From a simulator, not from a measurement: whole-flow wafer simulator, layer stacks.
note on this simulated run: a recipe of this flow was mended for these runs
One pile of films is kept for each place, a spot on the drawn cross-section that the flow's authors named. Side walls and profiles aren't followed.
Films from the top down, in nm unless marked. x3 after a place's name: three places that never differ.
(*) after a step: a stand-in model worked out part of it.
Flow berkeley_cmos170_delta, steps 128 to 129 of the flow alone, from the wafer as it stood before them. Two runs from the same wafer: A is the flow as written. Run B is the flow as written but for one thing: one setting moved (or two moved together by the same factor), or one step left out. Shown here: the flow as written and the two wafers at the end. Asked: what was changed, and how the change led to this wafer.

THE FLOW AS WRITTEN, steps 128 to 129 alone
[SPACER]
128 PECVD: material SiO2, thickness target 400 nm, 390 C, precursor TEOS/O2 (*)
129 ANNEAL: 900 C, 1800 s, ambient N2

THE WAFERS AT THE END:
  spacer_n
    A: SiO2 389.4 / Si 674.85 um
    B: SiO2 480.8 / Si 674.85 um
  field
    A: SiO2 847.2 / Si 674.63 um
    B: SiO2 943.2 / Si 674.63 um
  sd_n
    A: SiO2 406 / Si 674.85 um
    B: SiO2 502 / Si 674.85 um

The cause: step 128, PECVD: thickness target 496 nm was run, where the flow has thickness target 400 nm.

How the change led to this, step by step:
  128 PECVD: material SiO2, thickness target 400 nm, 390 C, precursor TEOS/O2 (*)
      field, sd_n, contact, m1: A SiO2 +400 | B SiO2 +496
      spacer_n, sd_p, spacer_p: A SiO2 +383.7 | B SiO2 +475.1
      (and at 2 more places)
